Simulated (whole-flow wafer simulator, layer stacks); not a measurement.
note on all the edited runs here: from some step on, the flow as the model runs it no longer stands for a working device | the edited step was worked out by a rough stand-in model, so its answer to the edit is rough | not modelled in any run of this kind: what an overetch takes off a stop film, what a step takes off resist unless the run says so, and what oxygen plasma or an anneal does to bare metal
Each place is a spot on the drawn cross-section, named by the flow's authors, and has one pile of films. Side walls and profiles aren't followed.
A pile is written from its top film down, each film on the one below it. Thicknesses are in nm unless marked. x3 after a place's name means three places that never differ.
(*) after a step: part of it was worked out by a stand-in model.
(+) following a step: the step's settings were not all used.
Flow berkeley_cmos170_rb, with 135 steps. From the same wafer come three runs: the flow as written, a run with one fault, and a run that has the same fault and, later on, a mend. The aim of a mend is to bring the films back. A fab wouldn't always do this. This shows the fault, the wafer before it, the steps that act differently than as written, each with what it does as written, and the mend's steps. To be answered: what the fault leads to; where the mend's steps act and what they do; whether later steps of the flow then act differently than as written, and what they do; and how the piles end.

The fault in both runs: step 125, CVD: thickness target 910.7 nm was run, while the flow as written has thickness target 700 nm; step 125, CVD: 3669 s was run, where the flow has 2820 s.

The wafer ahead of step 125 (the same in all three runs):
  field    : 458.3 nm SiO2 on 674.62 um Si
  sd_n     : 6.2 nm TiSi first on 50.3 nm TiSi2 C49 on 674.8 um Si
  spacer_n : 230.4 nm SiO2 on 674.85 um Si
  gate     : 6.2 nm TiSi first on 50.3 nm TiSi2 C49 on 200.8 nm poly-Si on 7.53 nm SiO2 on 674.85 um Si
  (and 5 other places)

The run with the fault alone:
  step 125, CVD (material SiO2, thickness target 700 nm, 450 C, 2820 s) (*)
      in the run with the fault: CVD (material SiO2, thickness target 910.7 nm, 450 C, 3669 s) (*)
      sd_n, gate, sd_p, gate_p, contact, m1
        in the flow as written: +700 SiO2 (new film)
        in the run with the fault: +910.7 SiO2 (new film)
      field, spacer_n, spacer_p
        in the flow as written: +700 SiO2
        in the run with the fault: +910.7 SiO2
  Steps further on in the flow that do not act as written (3 other steps are not shown; they differ only slightly, by no more than 2% or 0.5 nm, whichever is larger):
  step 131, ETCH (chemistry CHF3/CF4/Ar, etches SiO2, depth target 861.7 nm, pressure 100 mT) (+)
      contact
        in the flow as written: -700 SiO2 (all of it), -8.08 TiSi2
        in the run with the fault: -861.7 SiO2
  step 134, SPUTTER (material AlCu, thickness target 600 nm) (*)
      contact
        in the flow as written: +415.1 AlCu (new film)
        in the run with the fault: +379.4 AlCu (new film)
  The piles end different from the flow's at field, sd_n, spacer_n and 6 more by more than 2% or 0.5 nm, whichever is larger.
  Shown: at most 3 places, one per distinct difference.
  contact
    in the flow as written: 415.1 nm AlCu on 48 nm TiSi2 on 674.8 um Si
    in the run with the fault: 379.4 nm AlCu on 49 nm SiO2 on 56 nm TiSi2 on 674.8 um Si
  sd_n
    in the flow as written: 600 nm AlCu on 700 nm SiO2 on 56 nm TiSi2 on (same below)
    in the run with the fault: 600 nm AlCu on 910.7 nm SiO2 on 56 nm TiSi2 on (same below)
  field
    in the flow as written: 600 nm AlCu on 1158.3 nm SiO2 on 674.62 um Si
    in the run with the fault: 600 nm AlCu on 1369 nm SiO2 on 674.62 um Si

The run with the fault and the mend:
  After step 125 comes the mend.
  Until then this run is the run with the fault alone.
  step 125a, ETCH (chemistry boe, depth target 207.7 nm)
      field, sd_n, spacer_n and 6 more
        -207.7 SiO2
  None of the later steps of the flow differs from how it acts as written, at any place that is followed, by more than 2% or 0.5 nm, whichever is larger.
  The piles end only slightly different from the flow's at the places that both follow, by no more than 2% or 0.5 nm, whichever is larger.
